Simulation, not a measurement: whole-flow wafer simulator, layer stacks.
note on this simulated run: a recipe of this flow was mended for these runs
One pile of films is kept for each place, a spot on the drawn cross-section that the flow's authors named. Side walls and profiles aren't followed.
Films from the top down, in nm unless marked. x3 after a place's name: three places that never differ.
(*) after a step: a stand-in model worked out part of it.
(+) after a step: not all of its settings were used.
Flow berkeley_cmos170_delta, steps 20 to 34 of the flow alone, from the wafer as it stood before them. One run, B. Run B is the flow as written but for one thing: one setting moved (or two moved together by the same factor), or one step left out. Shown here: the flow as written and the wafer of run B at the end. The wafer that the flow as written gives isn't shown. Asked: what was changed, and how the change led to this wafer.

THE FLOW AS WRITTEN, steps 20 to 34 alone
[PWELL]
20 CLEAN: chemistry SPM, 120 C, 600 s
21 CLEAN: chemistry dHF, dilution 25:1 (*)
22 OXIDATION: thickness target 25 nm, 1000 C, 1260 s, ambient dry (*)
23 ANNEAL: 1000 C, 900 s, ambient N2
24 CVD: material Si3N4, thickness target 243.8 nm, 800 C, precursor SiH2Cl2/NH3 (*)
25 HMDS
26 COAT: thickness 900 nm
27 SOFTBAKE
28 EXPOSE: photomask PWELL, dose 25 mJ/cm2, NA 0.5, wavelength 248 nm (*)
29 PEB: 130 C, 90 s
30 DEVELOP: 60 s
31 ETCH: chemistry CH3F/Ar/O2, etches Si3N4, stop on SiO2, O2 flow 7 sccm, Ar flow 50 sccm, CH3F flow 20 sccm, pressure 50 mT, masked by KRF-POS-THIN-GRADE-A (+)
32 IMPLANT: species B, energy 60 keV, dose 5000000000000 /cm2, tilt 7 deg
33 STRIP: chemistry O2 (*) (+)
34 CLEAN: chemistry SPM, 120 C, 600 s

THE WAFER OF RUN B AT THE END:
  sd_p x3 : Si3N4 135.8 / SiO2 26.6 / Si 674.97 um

The cause: step 24, CVD: thickness target 135.8 nm was run, where the flow has thickness target 243.8 nm.
It can be read off the wafer: sd_p x3 has Si3N4 135.8, and step 24 as written asks for 243.8 nm.

How the change led to this, step by step:
  24 CVD: material Si3N4, thickness target 243.8 nm, 800 C, precursor SiH2Cl2/NH3 (*)
      field x6, sd_p x3: Si3N4 +135.8 (new film) (as written it would be: Si3N4 +243.8 (new film))
  31 ETCH: chemistry CH3F/Ar/O2, etches Si3N4, stop on SiO2, O2 flow 7 sccm, Ar flow 50 sccm, CH3F flow 20 sccm, pressure 50 mT, masked by KRF-POS-THIN-GRADE-A (+)
      field x6: Si3N4 -135.8 (all of it), SiO2 -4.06 (as written it would be: Si3N4 -243.8 (all of it), SiO2 -4.06)
      sd_p x3: KrF-resist -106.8 (as written it would be: KrF-resist -178.8)
  33 STRIP: chemistry O2 (*) (+)
      sd_p x3: KrF-resist -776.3 (all of it) (as written it would be: KrF-resist -704.3 (all of it))
